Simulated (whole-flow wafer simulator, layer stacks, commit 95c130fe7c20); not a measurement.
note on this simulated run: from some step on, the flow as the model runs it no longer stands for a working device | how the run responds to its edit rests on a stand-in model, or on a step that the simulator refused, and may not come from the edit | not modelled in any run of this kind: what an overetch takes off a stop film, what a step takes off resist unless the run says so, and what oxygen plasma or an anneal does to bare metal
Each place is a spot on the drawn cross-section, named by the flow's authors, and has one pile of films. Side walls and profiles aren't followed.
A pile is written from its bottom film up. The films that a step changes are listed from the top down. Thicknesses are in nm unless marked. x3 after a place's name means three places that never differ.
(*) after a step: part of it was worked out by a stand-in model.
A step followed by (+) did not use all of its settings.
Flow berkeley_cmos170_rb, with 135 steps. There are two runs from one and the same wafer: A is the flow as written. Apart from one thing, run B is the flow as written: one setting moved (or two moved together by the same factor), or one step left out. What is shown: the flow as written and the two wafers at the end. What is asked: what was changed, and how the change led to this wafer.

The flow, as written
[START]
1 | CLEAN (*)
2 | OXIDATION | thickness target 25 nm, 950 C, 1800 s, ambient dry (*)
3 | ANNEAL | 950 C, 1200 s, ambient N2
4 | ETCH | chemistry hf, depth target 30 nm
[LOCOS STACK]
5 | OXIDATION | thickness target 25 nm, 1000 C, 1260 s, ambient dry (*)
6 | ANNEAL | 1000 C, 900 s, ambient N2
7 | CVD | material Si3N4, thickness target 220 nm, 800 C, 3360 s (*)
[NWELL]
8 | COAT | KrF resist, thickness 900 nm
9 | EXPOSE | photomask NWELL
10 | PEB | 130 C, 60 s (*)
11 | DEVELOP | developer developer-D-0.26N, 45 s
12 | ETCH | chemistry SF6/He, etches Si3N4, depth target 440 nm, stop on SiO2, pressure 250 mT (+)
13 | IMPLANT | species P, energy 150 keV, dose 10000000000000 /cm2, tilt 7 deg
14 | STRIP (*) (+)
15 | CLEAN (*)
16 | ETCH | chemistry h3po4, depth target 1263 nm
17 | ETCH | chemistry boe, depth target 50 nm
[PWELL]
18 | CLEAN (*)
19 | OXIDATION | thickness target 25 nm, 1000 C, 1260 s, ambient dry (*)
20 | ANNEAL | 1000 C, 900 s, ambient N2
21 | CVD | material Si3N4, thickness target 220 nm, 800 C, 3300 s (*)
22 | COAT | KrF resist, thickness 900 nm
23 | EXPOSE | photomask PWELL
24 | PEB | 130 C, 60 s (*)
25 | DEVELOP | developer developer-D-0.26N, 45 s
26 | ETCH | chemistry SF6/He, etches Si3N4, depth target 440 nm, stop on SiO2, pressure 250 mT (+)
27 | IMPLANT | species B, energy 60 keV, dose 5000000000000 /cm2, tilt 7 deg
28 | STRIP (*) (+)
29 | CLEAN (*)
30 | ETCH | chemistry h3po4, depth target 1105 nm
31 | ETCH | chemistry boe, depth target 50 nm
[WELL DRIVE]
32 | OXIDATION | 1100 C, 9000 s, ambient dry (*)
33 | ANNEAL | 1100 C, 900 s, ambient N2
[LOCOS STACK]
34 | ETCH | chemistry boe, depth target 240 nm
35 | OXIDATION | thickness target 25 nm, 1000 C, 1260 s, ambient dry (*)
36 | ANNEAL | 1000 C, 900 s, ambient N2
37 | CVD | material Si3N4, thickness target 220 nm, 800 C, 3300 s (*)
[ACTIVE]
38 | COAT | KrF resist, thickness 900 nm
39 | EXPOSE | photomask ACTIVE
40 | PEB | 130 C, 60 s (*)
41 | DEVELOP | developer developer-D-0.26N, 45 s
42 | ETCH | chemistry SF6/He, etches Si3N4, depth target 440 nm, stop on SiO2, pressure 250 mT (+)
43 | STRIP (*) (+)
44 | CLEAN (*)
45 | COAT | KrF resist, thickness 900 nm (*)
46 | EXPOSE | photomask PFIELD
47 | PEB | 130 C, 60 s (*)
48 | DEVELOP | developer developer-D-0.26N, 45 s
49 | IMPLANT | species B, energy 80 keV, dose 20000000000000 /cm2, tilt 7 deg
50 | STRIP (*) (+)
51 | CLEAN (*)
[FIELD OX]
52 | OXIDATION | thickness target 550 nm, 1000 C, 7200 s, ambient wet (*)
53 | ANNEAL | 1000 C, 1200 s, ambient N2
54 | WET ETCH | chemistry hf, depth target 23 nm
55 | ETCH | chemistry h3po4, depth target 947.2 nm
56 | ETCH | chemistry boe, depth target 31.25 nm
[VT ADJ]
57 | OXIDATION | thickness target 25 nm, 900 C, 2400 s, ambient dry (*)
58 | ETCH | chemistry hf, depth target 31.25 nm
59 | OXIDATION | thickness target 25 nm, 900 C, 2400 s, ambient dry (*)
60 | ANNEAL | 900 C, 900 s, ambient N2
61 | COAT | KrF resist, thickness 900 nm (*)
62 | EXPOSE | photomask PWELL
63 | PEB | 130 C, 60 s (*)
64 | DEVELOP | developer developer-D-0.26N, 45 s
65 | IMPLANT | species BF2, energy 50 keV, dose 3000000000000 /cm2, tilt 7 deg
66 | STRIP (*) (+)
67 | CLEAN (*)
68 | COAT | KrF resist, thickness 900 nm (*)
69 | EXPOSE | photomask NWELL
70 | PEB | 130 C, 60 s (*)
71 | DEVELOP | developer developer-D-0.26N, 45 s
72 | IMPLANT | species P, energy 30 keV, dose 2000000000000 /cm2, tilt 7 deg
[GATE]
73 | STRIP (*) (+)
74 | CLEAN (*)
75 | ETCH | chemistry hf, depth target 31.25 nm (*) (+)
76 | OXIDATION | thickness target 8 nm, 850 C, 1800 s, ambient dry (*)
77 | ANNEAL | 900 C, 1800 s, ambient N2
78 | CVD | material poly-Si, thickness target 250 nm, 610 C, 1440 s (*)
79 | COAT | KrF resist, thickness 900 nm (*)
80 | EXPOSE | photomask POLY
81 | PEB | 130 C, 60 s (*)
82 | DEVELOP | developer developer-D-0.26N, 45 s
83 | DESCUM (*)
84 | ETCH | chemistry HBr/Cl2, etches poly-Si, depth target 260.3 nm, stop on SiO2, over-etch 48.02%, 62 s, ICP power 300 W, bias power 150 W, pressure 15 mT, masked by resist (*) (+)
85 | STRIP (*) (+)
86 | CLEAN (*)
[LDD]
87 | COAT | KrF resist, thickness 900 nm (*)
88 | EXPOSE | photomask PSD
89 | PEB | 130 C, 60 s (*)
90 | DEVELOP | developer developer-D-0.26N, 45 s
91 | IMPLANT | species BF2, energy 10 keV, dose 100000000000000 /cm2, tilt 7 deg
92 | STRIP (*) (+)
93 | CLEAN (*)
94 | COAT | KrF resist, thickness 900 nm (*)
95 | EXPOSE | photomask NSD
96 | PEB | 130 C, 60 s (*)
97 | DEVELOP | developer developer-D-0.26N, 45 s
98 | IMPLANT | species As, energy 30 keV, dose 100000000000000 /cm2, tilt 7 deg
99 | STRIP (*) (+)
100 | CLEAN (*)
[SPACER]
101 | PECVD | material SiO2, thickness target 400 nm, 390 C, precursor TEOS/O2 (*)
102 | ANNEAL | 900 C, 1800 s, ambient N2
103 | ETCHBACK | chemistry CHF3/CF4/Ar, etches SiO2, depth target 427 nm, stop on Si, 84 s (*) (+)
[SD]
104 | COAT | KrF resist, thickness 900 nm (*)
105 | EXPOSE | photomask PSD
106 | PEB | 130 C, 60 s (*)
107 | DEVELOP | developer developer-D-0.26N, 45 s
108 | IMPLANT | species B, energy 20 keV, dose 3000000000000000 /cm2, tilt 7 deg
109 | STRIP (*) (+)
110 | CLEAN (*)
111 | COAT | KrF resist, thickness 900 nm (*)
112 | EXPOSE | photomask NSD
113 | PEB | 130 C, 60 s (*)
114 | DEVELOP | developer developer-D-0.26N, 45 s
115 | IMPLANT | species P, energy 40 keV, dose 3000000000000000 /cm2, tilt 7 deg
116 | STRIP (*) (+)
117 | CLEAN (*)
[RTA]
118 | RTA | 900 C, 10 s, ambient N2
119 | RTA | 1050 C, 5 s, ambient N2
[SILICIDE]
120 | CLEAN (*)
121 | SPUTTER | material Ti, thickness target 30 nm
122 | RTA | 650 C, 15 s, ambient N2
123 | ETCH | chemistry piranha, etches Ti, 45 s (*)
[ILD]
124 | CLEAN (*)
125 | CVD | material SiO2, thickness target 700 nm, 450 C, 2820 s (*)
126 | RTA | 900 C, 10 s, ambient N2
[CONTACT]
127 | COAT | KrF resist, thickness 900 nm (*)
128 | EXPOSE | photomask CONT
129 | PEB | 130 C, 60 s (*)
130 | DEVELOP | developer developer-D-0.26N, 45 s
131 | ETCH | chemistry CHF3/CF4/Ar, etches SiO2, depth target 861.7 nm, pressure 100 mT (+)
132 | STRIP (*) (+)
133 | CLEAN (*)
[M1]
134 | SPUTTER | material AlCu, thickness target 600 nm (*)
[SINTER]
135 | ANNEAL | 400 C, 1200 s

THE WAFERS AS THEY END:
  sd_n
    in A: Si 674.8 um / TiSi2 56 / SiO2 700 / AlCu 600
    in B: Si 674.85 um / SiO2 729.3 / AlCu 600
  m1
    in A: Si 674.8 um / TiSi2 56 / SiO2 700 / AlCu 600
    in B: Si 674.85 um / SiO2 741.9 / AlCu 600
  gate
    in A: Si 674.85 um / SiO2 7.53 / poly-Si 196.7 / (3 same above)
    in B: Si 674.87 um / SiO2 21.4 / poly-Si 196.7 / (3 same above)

What caused this: step 34, ETCH: depth target 114 nm was run, while the flow as written has depth target 240 nm.

Step by step, how the change led to this:
  34 | ETCH | chemistry boe, depth target 240 nm
      field, sd_n, spacer_n and 6 more: A SiO2 loses 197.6 (all of it) | B SiO2 loses 114
  35 | OXIDATION | thickness target 25 nm, 1000 C, 1260 s, ambient dry (*)
      field, sd_n, spacer_n and 6 more: A SiO2 gains 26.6 (new film), Si loses 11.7 | B SiO2 gains 12.5, Si loses 5.51
  52 | OXIDATION | thickness target 550 nm, 1000 C, 7200 s, ambient wet (*)
      spacer_n: A SiO2 gains 12.9 (new film), Si3N4 loses 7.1 | B SiO2 gains 12.9 (new film), Si3N4 loses 7.1, SiO2 gains 0.27, Si loses 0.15
      spacer_p: A SiO2 gains 12.9 (new film), Si3N4 loses 7.1 | B SiO2 gains 12.9 (new film), Si3N4 loses 7.1, SiO2 gains 0.17, Si loses 0.08
      (as well as at 6 more places)
  56 | ETCH | chemistry boe, depth target 31.25 nm
      spacer_n, gate, sd_p, spacer_p, gate_p, contact: A SiO2 loses 26.6 (all of it) | B SiO2 loses 31.2
      sd_n: A SiO2 loses 28.8 (all of it) | B SiO2 loses 31.3
      (as well as at 1 more place)
  57 | OXIDATION | thickness target 25 nm, 900 C, 2400 s, ambient dry (*)
      gate, spacer_p, gate_p: A SiO2 gains 15 (new film), Si loses 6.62 | B SiO2 gains 7.62, Si loses 3.35
      sd_n: A SiO2 gains 15 (new film), Si loses 6.62 | B SiO2 gains 4.28, Si loses 1.88
      (as well as at 4 more places)
  58 | ETCH | chemistry hf, depth target 31.25 nm
      sd_n, gate, spacer_p, m1: A SiO2 loses 15 (all of it) | B SiO2 loses 31.2
      spacer_n, sd_p, gate_p, contact: A SiO2 loses 15 (all of it) | B SiO2 loses 31.3
  59 | OXIDATION | thickness target 25 nm, 900 C, 2400 s, ambient dry (*)
      gate, spacer_p, gate_p: A SiO2 gains 15 (new film), Si loses 6.62 | B SiO2 gains 7.45, Si loses 3.28
      sd_n: A SiO2 gains 15 (new film), Si loses 6.62 | B SiO2 gains 6.7, Si loses 2.95
      (as well as at 4 more places)
  75 | ETCH | chemistry hf, depth target 31.25 nm (*) (+)
      spacer_n, gate, spacer_p, gate_p, m1: A SiO2 loses 15 (all of it) | B SiO2 loses 31.2
      sd_n, sd_p, contact: A SiO2 loses 15 (all of it) | B SiO2 loses 31.3
  76 | OXIDATION | thickness target 8 nm, 850 C, 1800 s, ambient dry (*)
      spacer_n, gate, spacer_p, gate_p: A SiO2 gains 7.53 (new film), Si loses 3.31 | B SiO2 gains 3.8, Si loses 1.67
      sd_n: A SiO2 gains 7.53 (new film), Si loses 3.31 | B SiO2 gains 3.06, Si loses 1.35
      (as well as at 3 more places)
  85 | STRIP (*) (+)
      gate: A KrF resist loses 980 (all of it) | B KrF resist loses 1000.3 (all of it)
      gate_p: A KrF resist loses 979.9 (all of it) | B KrF resist loses 1000.3 (all of it)
  87 | COAT | KrF resist, thickness 900 nm (*)
      gate: A KrF resist gains 706 (new film) | B KrF resist gains 722.2 (new film)
  92 | STRIP (*) (+)
      gate: A KrF resist loses 691.8 (all of it) | B KrF resist loses 708 (all of it)
  94 | COAT | KrF resist, thickness 900 nm (*)
      gate: A KrF resist gains 706 (new film) | B KrF resist gains 722.2 (new film)
  97 | DEVELOP | developer developer-D-0.26N, 45 s
      gate: A KrF resist loses 706 (all of it) | B KrF resist loses 722.2 (all of it)
  99 | STRIP (*) (+)
      gate_p: A KrF resist loses 692.1 (all of it) | B KrF resist loses 706.5 (all of it)
  103 | ETCHBACK | chemistry CHF3/CF4/Ar, etches SiO2, depth target 427 nm, stop on Si, 84 s (*) (+)
      sd_n, m1: A SiO2 loses 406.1 (all of it) | B SiO2 loses 427
      sd_p: A SiO2 loses 388.4 (all of it) | B SiO2 loses 417.6 (all of it)
      (as well as at 1 more place)
  ... 11 further steps ...
  134 | SPUTTER | material AlCu, thickness target 600 nm (*)
      sd_p: A AlCu gains 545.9 (new film) | B AlCu gains 531.4 (new film)
